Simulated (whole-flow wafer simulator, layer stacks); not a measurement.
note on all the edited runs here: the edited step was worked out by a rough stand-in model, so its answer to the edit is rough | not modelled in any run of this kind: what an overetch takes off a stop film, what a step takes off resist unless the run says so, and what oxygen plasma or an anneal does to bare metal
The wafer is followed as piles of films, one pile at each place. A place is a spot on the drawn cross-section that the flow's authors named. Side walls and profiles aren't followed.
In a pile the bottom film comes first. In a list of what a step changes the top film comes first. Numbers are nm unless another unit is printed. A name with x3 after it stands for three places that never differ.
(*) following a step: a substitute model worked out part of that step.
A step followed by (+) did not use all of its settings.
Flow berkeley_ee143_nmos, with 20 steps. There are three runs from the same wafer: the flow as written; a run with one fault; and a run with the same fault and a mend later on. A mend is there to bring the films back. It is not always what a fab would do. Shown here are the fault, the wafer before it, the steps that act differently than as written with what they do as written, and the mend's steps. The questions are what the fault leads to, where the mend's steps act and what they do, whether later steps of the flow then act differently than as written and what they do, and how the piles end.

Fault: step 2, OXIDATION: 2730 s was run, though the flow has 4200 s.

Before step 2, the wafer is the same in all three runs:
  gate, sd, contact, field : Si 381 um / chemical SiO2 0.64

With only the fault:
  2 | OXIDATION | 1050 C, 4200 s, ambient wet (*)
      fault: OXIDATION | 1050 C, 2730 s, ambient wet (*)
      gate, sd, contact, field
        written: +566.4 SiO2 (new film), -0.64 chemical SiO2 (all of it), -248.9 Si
        fault: +436.6 SiO2 (new film), -0.64 chemical SiO2 (all of it), -191.8 Si
  Steps further on in the flow that do not act as written:
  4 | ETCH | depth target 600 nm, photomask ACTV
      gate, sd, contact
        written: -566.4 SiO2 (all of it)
        fault: -436.6 SiO2 (all of it)
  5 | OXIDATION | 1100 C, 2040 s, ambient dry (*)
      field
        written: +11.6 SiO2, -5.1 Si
        fault: +14.4 SiO2, -6.36 Si
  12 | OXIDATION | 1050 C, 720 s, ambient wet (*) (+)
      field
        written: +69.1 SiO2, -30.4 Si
        fault: +84.4 SiO2, -37.1 Si
  By the end, the piles at field depart from the flow's by more than 2% or 0.5 nm, whichever is larger.
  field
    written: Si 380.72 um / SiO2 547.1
    fault: Si 380.76 um / SiO2 435.4

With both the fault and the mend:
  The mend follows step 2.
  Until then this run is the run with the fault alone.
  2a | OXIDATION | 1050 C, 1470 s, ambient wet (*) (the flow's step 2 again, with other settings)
      gate, sd, contact, field
        +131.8 SiO2, -58 Si
  Every later step of the flow that is run acts as written, at every place that is followed, to within 2% or 0.5 nm, whichever is larger.
  The piles end only slightly different from the flow's at the places that both follow, by no more than 2% or 0.5 nm, whichever is larger.
